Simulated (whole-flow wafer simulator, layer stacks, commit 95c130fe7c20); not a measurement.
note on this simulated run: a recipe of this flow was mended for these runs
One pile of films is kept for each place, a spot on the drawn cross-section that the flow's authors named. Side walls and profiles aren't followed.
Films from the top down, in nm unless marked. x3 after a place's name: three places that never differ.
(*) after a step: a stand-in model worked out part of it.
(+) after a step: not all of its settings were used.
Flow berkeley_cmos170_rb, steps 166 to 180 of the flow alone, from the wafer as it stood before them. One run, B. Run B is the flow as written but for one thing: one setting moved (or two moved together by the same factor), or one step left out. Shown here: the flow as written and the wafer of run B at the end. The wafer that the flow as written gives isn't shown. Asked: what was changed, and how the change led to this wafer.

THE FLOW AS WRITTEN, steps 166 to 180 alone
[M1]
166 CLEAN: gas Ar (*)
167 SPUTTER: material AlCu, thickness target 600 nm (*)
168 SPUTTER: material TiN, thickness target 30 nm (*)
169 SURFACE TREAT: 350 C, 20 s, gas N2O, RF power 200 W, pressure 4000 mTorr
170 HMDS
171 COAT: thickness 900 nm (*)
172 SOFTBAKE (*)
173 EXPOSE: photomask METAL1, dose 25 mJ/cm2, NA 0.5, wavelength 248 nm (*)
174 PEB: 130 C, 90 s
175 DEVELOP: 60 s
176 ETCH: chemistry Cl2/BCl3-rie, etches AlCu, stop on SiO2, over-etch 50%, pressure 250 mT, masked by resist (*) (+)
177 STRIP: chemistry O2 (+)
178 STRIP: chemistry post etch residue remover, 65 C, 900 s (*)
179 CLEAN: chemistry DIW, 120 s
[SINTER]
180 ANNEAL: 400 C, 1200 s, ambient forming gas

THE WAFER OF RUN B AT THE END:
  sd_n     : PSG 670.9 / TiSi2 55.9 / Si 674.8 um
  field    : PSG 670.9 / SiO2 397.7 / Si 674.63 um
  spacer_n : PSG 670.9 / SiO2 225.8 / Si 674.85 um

The cause: step 176, ETCH: over-etch 30% was run, where the flow has over-etch 50%.

How the change led to this, step by step:
  176 ETCH: chemistry Cl2/BCl3-rie, etches AlCu, stop on SiO2, over-etch 50%, pressure 250 mT, masked by resist (*) (+)
      field, sd_n, spacer_n, gate, spacer_p, gate_p: TiN -30 (all of it), AlCu -600 (all of it), PSG -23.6 (as written it would be: TiN -30 (all of it), AlCu -600 (all of it), PSG -39.4)
      contact, m1: KrF-resist -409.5 (as written it would be: KrF-resist -472.5)
      (and at 1 more place)
  177 STRIP: chemistry O2 (+)
      contact: KrF-resist -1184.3 (all of it) (as written it would be: KrF-resist -1121.3 (all of it))
      m1: KrF-resist -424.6 (all of it) (as written it would be: KrF-resist -361.6 (all of it))
